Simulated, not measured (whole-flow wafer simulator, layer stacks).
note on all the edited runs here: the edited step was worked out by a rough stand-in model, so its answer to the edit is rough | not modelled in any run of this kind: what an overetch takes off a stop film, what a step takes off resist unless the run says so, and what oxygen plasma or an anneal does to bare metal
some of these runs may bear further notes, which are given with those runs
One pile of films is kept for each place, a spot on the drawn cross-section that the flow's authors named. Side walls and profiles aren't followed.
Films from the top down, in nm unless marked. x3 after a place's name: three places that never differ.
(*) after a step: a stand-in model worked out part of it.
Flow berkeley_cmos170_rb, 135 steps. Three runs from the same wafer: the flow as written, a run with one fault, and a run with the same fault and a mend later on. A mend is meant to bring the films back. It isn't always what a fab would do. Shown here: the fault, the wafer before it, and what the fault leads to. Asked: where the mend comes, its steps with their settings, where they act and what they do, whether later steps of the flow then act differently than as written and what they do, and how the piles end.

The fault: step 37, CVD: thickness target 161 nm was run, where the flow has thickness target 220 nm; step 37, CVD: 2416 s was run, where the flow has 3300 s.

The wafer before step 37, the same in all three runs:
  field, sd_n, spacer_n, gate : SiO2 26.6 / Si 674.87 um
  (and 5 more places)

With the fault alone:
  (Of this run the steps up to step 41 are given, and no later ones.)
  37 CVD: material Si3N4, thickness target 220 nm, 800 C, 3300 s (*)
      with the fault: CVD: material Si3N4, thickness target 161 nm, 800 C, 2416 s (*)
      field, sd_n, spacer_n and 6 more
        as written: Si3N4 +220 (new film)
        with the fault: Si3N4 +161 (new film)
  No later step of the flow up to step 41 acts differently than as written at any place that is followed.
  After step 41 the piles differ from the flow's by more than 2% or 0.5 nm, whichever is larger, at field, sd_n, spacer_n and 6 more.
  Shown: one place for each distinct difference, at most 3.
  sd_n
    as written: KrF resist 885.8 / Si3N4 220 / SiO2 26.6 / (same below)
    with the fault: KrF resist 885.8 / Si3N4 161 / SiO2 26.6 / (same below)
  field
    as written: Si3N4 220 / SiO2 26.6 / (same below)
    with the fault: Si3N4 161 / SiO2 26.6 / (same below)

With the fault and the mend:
  The mend comes after step 37.
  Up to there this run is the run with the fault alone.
  37a ETCH: chemistry h3po4, depth target 185.6 nm (the flow's step 30 once more, with other settings)
      field, sd_n, spacer_n and 6 more
        Si3N4 -161 (all of it)
  37b CLEAN (*)
      changes no film at any place that is followed
  37c CVD: material Si3N4, thickness target 220 nm, 800 C, 3300 s (*) (the flow's step 37 once more)
      field, sd_n, spacer_n and 6 more
        Si3N4 +220 (new film)
  No later step of the flow acts differently than as written at any place that is followed.
  At the end the piles are the same as the flow's at every place that both follow.
